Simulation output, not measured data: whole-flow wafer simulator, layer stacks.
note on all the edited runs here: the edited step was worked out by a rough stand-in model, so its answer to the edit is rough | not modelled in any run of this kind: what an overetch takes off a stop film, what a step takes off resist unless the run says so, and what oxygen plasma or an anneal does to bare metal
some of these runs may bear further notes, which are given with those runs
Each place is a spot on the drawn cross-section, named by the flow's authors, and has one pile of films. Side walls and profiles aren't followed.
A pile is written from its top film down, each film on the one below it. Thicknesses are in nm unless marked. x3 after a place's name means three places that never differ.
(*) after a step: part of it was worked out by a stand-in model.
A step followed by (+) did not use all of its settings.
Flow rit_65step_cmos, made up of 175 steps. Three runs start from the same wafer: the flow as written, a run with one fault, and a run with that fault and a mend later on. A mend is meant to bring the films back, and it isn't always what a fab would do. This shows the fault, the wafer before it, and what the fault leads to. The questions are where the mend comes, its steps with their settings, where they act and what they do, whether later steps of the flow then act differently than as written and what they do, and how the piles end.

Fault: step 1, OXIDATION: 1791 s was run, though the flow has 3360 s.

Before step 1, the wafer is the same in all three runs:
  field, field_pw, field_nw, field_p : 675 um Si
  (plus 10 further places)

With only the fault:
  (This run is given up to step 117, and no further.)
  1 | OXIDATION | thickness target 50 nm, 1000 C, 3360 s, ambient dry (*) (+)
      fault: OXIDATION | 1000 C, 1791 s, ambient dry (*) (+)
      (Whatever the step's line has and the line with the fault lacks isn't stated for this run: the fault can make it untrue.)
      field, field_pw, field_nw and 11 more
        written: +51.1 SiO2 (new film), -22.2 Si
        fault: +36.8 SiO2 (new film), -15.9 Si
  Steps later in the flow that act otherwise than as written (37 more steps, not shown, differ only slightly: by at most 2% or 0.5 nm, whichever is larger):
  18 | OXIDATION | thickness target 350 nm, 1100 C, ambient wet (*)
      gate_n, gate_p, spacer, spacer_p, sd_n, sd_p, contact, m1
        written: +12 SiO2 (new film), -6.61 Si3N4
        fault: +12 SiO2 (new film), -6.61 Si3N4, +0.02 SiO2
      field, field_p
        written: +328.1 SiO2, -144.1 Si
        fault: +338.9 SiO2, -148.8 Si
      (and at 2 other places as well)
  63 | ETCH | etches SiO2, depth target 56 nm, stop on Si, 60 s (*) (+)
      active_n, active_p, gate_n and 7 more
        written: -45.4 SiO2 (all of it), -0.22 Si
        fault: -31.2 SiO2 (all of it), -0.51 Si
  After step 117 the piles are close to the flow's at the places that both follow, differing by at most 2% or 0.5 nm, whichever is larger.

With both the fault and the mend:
  After step 2 comes the mend.
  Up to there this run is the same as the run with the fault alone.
  2a | ETCH | depth target 42 nm, 21.5 C, 47 s
      field, field_pw, field_nw and 11 more
        -36.8 SiO2 (all of it)
  2b | CLEAN | chemistry SC2, 75 C, 600 s
      field, field_pw, field_nw and 11 more
        +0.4 chemical SiO2 (new film), -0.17 Si
  2c | OXIDATION | 1000 C, 3360 s, ambient dry (*) (the flow's step 1, run once more with other settings)
      field, field_pw, field_nw and 11 more
        +51 SiO2 (new film), -0.4 chemical SiO2 (all of it), -22.3 Si
  Steps later in the flow that act otherwise than as written (17 more steps, not shown, differ only slightly: by at most 2% or 0.5 nm, whichever is larger):
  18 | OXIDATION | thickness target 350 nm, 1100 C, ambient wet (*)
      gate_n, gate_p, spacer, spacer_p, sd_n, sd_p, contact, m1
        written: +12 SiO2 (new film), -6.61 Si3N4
        mend: +12 SiO2 (new film), -6.61 Si3N4, +0.03 SiO2
  At the end the piles are close to the flow's at the places that both follow, differing by at most 2% or 0.5 nm, whichever is larger.
